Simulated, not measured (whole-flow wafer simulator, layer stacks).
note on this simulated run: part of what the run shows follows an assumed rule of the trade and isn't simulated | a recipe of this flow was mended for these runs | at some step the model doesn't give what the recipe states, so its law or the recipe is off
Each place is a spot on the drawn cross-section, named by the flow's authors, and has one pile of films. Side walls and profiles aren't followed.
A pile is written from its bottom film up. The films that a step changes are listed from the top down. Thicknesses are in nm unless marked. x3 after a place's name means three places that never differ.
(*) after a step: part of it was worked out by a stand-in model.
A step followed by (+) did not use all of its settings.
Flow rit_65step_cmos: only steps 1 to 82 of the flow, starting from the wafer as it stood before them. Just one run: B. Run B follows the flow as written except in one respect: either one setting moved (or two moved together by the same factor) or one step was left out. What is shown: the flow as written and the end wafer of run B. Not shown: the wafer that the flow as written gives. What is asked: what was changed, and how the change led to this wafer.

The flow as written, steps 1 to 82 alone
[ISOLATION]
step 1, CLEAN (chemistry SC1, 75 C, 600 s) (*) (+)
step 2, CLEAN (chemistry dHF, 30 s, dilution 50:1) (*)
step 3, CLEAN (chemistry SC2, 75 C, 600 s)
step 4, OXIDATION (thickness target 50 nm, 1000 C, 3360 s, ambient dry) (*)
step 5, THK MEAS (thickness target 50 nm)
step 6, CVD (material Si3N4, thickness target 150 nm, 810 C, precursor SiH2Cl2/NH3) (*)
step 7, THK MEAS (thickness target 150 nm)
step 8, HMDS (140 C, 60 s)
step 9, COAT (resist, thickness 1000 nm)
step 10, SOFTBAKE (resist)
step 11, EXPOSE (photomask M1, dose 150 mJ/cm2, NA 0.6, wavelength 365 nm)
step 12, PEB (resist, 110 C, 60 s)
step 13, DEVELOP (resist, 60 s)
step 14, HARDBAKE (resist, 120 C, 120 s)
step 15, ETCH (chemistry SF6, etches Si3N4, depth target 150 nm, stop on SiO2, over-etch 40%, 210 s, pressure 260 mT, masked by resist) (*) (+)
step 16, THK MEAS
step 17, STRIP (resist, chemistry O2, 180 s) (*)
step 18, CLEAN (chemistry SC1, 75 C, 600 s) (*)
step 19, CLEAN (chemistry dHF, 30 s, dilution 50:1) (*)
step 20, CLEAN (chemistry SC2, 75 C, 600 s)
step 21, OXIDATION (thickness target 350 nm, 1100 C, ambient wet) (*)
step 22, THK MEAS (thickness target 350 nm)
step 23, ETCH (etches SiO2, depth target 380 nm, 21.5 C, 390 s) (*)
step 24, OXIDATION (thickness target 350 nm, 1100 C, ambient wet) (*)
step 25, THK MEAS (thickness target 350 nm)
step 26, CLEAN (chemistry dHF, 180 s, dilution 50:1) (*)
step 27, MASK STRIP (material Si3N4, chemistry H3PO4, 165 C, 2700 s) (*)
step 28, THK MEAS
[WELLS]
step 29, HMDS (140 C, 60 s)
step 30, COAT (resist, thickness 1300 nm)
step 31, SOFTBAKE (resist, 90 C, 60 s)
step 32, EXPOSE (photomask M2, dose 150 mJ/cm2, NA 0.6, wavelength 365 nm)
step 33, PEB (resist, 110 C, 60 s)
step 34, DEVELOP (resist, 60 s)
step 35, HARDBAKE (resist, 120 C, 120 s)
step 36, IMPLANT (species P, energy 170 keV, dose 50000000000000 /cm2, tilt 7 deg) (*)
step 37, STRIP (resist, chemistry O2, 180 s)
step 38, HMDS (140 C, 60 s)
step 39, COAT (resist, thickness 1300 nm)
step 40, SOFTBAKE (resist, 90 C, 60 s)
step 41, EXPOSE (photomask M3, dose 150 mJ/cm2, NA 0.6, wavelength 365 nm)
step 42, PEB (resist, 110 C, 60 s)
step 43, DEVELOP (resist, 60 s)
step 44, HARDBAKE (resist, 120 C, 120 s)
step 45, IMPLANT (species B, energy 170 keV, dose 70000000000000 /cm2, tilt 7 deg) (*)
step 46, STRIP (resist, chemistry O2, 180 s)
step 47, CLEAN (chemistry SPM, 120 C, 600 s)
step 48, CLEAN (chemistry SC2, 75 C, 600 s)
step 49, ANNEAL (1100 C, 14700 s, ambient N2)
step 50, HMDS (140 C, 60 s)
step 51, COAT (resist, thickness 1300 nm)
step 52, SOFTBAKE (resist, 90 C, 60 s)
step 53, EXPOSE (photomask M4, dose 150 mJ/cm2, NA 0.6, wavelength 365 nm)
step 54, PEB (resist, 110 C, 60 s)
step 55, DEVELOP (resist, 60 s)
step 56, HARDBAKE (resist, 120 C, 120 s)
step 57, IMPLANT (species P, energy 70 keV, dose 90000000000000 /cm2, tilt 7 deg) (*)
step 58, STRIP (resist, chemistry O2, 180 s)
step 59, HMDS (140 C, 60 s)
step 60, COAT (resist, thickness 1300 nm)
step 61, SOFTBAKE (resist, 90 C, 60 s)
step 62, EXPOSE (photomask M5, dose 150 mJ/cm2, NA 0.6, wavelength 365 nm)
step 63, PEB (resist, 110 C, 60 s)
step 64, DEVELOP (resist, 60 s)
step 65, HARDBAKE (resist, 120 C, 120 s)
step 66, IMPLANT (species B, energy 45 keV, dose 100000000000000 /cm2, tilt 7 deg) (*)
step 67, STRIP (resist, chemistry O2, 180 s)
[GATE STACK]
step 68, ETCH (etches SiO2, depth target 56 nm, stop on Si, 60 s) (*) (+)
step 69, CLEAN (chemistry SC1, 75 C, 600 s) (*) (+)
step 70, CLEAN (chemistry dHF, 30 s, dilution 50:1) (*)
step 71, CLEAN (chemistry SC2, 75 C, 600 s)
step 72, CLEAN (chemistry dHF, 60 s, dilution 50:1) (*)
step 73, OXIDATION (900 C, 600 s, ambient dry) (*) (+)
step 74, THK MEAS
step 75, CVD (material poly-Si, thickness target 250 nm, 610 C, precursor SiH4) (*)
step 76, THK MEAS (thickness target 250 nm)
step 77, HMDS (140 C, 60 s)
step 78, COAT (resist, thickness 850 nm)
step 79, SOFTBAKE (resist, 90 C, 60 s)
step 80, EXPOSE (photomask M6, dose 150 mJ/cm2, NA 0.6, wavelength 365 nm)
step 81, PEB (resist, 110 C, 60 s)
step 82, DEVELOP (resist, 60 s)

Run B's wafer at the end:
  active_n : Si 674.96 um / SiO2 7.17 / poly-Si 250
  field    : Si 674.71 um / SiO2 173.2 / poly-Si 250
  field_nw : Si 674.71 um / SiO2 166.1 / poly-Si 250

The reason: step 24, OXIDATION: thickness target 266 nm was run, while the flow as written has thickness target 350 nm; step 27, MASK STRIP: 2052 s was run, where the flow has 2700 s.

How this came from the change, step by step:
  step 24, OXIDATION (thickness target 350 nm, 1100 C, ambient wet) (*)
      active_n, active_p, gate_n and 7 more: +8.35 SiO2 (new film), -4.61 Si3N4 (it would be, as written: +12 SiO2 (new film), -6.61 Si3N4)
      field, field_pw, field_nw, field_p: +266 SiO2 (new film), -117 Si (it would be, as written: +350 SiO2 (new film), -154 Si)
  step 26, CLEAN (chemistry dHF, 180 s, dilution 50:1) (*)
      active_n, active_p, gate_n and 7 more: -8.35 SiO2 (all of it), -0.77 Si3N4 (it would be, as written: -12 SiO2 (all of it), -0.44 Si3N4)
  step 27, MASK STRIP (material Si3N4, chemistry H3PO4, 165 C, 2700 s) (*)
      active_n, active_p, gate_n and 7 more: -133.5 Si3N4 (all of it), -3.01 SiO2 (it would be, as written: -131.8 Si3N4 (all of it), -5.64 SiO2)
      field, field_pw, field_nw, field_p: -8.11 SiO2 (it would be, as written: -10.7 SiO2)
  step 30, COAT (resist, thickness 1300 nm)
      field: +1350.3 resist (new film) (it would be, as written: +1315.7 resist (new film))
      field_p: +1350.2 resist (new film) (it would be, as written: +1315.7 resist (new film))
  step 33, PEB (resist, 110 C, 60 s)
      field, field_p: -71 resist (it would be, as written: -69.2 resist)
  step 34, DEVELOP (resist, 60 s)
      field_p: -1279.2 resist (all of it) (it would be, as written: -1246.5 resist (all of it))
  step 35, HARDBAKE (resist, 120 C, 120 s)
      field: -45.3 resist (it would be, as written: -44.1 resist)
      field_pw: -44.9 resist (it would be, as written: -44 resist)
  step 37, STRIP (resist, chemistry O2, 180 s)
      field: -1234 resist (all of it) (it would be, as written: -1202.4 resist (all of it))
  step 39, COAT (resist, thickness 1300 nm)
      field: +1350.3 resist (new film) (it would be, as written: +1315.7 resist (new film))
      field_p: +1350.2 resist (new film) (it would be, as written: +1315.7 resist (new film))
  step 42, PEB (resist, 110 C, 60 s)
      field, field_p: -71 resist (it would be, as written: -69.2 resist)
  step 43, DEVELOP (resist, 60 s)
      field: -1279.3 resist (all of it) (it would be, as written: -1246.5 resist (all of it))
  step 44, HARDBAKE (resist, 120 C, 120 s)
      field_nw: -44.9 resist (it would be, as written: -44 resist)
      field_p: -45.3 resist (it would be, as written: -44.1 resist)
  step 46, STRIP (resist, chemistry O2, 180 s)
      field_p: -1233.9 resist (all of it) (it would be, as written: -1202.3 resist (all of it))
  step 51, COAT (resist, thickness 1300 nm)
      field: +1350.3 resist (new film) (it would be, as written: +1315.7 resist (new film))
      field_p: +1350.2 resist (new film) (it would be, as written: +1315.7 resist (new film))
  step 54, PEB (resist, 110 C, 60 s)
      field, field_p: -71 resist (it would be, as written: -69.2 resist)
  step 55, DEVELOP (resist, 60 s)
      field_p: -1279.2 resist (all of it) (it would be, as written: -1246.5 resist (all of it))
  ... another 10 steps ...
  step 82, DEVELOP (resist, 60 s)
      field: -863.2 resist (all of it) (it would be, as written: -832.7 resist (all of it))
      field_pw: -847.5 resist (all of it) (it would be, as written: -826 resist (all of it))
      (as well as at 2 more places)
